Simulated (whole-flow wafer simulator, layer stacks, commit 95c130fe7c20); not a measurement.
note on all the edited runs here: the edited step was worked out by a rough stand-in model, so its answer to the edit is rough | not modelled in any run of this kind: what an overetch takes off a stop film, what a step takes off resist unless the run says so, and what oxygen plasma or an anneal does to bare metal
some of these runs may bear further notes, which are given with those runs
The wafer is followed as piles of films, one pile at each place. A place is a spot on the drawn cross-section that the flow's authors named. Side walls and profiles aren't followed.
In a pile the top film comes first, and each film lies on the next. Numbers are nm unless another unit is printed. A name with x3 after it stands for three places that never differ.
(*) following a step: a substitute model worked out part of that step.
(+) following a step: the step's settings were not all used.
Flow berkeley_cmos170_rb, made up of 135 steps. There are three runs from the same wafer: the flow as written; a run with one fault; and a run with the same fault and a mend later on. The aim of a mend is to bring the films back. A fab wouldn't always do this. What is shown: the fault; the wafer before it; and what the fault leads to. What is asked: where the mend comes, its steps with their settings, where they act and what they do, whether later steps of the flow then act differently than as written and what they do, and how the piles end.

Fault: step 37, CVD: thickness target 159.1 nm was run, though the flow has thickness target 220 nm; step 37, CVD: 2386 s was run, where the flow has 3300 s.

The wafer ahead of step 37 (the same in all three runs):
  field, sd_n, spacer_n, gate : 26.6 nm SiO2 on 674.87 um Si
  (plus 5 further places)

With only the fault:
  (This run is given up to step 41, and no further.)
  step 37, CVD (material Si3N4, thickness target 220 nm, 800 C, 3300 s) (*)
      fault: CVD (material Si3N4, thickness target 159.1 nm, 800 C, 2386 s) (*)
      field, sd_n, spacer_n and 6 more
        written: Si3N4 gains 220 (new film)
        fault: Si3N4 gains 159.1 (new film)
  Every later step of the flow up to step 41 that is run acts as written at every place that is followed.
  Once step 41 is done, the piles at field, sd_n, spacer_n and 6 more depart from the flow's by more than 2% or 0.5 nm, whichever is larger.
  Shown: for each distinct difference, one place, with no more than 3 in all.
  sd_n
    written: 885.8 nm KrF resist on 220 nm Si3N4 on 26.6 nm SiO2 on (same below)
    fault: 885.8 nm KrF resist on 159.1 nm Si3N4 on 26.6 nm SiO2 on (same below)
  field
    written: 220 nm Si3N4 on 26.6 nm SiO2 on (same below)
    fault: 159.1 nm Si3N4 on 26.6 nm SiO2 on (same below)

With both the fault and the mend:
  The mend stands after step 41.
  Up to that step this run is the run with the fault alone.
  step 41a, STRIP (*) (+)
      sd_n, spacer_n, gate, sd_p, spacer_p, gate_p, contact, m1
        KrF resist loses 885.8 (all of it)
  step 41b, CLEAN (*)
      does not change any film at any place that is followed
  step 41c, CVD (material Si3N4, thickness target 60.94 nm, 800 C, 914 s) (*) (the flow's step 37, run once more with other settings)
      field, sd_n, spacer_n and 6 more
        Si3N4 gains 60.9
  step 41d, COAT (KrF resist, thickness 900 nm) (the flow's step 38, run once more)
      field, sd_n, spacer_n and 6 more
        KrF resist gains 900 (new film)
  step 41e, EXPOSE (photomask ACTIVE) (the flow's step 39, run once more)
      does not change any film at any place that is followed
  step 41f, PEB (130 C, 60 s) (*) (the flow's step 40, run once more)
      does not change any film at any place that is followed
  step 41g, DEVELOP (developer developer-D-0.26N, 45 s) (the flow's step 41, run once more)
      sd_n, spacer_n, gate, sd_p, spacer_p, gate_p, contact, m1
        KrF resist loses 14.2
      field
        KrF resist loses 900 (all of it)
  Every later step of the flow that is run acts as written, at every place that is followed, to within 2% or 0.5 nm, whichever is larger.
  At every place that both follow, the piles at the end match the flow's.
